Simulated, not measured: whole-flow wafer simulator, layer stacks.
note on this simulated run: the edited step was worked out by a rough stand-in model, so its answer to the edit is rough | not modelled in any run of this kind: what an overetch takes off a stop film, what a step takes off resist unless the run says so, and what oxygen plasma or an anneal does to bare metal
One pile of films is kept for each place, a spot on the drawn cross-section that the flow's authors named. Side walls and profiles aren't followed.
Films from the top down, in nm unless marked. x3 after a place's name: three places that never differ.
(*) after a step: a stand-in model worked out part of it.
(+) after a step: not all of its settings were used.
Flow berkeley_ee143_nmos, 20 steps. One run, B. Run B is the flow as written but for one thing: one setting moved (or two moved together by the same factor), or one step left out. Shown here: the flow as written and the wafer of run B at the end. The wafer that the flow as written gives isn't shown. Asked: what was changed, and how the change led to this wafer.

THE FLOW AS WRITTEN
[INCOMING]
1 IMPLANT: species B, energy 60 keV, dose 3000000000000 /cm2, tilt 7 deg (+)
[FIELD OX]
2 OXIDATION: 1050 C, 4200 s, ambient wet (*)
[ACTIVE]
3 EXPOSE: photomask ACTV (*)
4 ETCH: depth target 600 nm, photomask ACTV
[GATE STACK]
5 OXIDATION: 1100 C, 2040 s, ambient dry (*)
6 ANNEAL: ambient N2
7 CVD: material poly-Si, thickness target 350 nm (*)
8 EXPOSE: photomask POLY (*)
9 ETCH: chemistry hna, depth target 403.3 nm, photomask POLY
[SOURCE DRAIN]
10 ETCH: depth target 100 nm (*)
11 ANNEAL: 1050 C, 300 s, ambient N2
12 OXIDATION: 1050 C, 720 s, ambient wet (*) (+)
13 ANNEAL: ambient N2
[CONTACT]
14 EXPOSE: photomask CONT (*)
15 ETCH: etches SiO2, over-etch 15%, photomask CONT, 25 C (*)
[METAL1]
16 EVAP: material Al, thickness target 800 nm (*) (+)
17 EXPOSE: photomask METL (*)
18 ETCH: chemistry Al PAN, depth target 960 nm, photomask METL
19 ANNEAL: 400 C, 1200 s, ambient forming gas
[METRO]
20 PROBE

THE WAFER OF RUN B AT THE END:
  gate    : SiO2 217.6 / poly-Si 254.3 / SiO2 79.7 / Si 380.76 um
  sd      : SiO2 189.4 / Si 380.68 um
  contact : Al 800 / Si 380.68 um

The cause: step 2, OXIDATION: 2940 s was run, where the flow has 4200 s.

How the change led to this, step by step:
  2 OXIDATION: 1050 C, 4200 s, ambient wet (*)
      gate, sd, contact, field: SiO2 +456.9 (new film), chemical SiO2 -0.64 (all of it), Si -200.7 (as written it would be: SiO2 +566.4 (new film), chemical SiO2 -0.64 (all of it), Si -248.9)
  4 ETCH: depth target 600 nm, photomask ACTV
      gate, sd, contact: SiO2 -456.9 (all of it) (as written it would be: SiO2 -566.4 (all of it))
  5 OXIDATION: 1100 C, 2040 s, ambient dry (*)
      field: SiO2 +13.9, Si -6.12 (as written it would be: SiO2 +11.6, Si -5.1)
  12 OXIDATION: 1050 C, 720 s, ambient wet (*) (+)
      field: SiO2 +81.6, Si -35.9 (as written it would be: SiO2 +69.1, Si -30.4)
